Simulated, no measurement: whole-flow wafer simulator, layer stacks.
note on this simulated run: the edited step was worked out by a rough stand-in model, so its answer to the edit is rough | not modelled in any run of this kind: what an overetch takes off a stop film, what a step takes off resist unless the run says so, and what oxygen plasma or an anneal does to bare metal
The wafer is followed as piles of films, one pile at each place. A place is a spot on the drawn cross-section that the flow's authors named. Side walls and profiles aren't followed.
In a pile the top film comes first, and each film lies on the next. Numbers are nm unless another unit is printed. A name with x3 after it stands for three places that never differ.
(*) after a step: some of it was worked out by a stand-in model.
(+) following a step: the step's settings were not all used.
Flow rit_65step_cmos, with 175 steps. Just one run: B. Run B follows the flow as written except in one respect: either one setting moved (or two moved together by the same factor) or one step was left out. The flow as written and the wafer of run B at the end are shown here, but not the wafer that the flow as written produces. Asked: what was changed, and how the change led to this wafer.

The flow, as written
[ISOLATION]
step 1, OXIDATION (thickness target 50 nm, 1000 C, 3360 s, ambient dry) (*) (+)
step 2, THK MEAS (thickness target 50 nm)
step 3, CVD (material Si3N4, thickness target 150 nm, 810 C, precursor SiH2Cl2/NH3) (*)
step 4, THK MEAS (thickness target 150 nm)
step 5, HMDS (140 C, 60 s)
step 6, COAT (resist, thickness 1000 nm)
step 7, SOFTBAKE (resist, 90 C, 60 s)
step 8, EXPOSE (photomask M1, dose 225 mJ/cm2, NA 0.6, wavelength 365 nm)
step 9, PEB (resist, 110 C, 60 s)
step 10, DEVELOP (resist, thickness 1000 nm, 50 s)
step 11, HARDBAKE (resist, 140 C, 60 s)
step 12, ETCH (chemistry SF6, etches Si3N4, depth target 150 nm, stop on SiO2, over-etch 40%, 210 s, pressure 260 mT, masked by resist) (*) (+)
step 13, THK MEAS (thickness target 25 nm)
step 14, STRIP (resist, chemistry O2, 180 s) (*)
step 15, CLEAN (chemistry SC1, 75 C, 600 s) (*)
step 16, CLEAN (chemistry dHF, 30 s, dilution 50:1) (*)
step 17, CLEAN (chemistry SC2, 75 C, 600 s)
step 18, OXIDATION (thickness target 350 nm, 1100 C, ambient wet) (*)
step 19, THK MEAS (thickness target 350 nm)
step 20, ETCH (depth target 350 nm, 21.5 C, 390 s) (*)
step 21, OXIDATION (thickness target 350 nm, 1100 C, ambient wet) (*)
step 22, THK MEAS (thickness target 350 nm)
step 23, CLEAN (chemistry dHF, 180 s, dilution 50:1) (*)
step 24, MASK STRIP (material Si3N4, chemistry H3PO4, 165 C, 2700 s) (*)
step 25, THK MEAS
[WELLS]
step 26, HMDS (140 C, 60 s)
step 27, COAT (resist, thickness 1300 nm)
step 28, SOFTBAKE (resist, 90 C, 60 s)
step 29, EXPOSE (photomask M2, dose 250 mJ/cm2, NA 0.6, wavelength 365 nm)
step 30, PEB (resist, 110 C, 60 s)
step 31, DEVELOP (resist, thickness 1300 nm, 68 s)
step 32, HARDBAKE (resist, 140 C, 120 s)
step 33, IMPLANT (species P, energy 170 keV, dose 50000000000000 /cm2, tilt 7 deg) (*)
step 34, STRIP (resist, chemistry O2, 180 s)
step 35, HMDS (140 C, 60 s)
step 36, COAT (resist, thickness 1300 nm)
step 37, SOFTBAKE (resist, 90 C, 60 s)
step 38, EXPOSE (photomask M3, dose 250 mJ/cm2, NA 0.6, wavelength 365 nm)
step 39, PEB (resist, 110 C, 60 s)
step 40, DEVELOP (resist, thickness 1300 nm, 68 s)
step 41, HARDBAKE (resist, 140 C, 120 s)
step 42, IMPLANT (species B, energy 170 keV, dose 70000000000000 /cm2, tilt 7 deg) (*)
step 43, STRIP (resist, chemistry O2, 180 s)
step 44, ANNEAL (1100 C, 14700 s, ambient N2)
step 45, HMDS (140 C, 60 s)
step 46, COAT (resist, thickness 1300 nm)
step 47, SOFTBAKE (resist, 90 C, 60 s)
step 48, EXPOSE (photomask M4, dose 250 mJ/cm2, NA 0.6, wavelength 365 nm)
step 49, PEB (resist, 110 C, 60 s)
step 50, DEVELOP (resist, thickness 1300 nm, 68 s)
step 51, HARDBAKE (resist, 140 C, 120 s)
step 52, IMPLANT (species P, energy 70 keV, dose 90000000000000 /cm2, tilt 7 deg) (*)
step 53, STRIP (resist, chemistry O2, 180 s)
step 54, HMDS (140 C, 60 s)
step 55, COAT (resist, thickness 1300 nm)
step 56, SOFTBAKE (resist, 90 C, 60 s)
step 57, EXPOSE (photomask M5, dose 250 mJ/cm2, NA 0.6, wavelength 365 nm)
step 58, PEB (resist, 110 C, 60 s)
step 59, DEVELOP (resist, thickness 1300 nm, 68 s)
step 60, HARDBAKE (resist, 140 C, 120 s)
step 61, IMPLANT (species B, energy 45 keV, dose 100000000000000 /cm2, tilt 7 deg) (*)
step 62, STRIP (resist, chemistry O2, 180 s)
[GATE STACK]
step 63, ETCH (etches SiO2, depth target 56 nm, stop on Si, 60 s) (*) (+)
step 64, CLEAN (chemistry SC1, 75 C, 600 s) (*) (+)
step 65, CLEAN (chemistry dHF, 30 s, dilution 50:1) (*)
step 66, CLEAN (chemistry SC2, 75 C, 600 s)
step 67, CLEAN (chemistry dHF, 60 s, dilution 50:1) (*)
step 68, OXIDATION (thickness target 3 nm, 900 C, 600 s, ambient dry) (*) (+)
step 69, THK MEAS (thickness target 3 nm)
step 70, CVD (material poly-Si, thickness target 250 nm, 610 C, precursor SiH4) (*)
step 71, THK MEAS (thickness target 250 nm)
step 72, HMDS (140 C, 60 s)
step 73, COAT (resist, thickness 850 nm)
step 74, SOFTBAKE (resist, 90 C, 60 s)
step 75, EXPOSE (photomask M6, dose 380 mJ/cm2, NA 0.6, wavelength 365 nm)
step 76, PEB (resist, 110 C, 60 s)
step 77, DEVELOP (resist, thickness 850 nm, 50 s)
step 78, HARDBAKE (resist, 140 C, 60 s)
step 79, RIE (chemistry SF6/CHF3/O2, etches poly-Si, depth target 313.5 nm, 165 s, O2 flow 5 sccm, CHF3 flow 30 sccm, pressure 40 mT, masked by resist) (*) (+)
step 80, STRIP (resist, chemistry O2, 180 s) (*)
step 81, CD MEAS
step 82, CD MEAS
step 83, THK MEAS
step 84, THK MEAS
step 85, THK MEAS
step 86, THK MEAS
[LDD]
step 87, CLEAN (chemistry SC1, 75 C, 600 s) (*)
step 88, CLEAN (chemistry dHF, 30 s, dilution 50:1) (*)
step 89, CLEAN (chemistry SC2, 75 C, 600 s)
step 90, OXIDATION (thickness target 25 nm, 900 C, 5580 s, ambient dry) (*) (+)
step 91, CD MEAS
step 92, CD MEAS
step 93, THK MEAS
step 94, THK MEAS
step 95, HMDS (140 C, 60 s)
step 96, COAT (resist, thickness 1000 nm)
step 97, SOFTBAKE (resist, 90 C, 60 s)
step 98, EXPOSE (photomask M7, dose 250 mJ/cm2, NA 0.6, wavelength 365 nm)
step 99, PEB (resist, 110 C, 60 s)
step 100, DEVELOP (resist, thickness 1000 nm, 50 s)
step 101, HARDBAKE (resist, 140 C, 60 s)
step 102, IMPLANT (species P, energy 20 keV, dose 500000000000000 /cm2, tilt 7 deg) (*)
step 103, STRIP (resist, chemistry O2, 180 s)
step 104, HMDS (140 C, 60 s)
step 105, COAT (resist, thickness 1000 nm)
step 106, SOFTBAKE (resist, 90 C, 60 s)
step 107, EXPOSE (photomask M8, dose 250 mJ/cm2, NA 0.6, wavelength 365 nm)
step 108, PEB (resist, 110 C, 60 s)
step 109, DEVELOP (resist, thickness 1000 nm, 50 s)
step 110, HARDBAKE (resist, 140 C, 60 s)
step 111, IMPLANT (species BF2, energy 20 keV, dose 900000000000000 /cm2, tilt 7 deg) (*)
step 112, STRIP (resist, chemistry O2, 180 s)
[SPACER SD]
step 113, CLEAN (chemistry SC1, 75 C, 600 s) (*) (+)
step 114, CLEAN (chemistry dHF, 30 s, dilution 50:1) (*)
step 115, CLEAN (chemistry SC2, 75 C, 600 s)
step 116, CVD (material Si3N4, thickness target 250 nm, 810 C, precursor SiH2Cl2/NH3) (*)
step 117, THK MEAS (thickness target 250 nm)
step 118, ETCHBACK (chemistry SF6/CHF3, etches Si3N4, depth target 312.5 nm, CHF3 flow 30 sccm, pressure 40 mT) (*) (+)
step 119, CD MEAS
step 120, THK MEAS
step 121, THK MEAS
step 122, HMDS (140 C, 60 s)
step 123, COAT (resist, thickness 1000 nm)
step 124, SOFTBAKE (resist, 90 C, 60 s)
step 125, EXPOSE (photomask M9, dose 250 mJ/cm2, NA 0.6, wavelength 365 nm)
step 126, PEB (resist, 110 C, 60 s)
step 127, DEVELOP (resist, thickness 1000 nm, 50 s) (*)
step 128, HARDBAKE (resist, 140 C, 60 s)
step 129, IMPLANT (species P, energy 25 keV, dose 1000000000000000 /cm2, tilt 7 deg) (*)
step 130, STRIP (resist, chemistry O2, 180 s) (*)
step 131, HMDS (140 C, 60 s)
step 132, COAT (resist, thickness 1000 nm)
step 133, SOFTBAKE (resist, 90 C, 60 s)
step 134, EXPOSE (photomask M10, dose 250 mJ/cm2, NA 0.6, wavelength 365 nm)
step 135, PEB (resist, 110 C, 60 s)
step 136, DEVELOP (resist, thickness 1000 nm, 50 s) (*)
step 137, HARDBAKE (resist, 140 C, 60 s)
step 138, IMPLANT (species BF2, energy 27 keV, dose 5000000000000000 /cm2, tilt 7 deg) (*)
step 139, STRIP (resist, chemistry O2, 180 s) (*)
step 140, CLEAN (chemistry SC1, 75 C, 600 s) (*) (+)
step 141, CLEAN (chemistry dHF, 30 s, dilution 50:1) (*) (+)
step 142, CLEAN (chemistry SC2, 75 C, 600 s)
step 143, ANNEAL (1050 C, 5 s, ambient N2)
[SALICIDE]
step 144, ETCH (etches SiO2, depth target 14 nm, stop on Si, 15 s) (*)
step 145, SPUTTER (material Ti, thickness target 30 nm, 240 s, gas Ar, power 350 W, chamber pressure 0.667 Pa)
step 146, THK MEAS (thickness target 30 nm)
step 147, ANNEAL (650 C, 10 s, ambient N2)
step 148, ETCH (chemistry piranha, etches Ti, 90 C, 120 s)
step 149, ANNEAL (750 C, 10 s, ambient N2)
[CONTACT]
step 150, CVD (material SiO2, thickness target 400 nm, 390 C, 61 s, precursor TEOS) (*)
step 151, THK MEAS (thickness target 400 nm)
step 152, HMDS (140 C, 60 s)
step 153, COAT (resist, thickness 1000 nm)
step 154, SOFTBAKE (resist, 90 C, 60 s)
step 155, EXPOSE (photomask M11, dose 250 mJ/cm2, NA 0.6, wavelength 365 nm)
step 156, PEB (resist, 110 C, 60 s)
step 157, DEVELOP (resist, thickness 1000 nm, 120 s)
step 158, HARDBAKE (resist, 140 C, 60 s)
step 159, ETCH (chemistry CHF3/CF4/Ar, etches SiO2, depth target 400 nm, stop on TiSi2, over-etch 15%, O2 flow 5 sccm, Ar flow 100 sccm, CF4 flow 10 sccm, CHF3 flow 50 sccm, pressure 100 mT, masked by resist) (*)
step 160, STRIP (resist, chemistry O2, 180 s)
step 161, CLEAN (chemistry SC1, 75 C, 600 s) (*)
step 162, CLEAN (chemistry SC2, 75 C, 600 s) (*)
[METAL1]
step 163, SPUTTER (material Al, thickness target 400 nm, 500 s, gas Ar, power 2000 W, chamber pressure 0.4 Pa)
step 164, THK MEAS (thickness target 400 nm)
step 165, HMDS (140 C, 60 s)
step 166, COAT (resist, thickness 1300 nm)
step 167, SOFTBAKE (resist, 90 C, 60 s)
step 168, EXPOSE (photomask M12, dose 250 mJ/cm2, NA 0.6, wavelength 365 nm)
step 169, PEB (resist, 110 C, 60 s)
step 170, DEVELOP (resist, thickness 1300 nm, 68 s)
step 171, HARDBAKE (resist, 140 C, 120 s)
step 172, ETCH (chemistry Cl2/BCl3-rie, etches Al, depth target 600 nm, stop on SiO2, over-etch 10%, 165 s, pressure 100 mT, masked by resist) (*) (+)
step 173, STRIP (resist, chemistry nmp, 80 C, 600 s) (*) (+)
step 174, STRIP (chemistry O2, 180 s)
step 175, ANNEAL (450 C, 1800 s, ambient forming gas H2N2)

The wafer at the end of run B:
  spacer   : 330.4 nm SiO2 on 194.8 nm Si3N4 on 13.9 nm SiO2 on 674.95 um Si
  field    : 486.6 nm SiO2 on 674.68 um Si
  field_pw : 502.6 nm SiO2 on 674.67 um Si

The reason: step 172, ETCH: depth target 840 nm was run, while the flow as written has depth target 600 nm.

The path from the change to this, step by step:
  step 172, ETCH (chemistry Cl2/BCl3-rie, etches Al, depth target 600 nm, stop on SiO2, over-etch 10%, 165 s, pressure 100 mT, masked by resist) (*) (+)
      field, field_pw, field_p, spacer, spacer_p: Al loses 400 (all of it), SiO2 loses 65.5 (it would be, as written: Al loses 400 (all of it), SiO2 loses 32.5)
      gate_n, gate_p: Al loses 396 (all of it), SiO2 loses 66 (it would be, as written: Al loses 396 (all of it), SiO2 loses 33)
      (also at 1 further place)
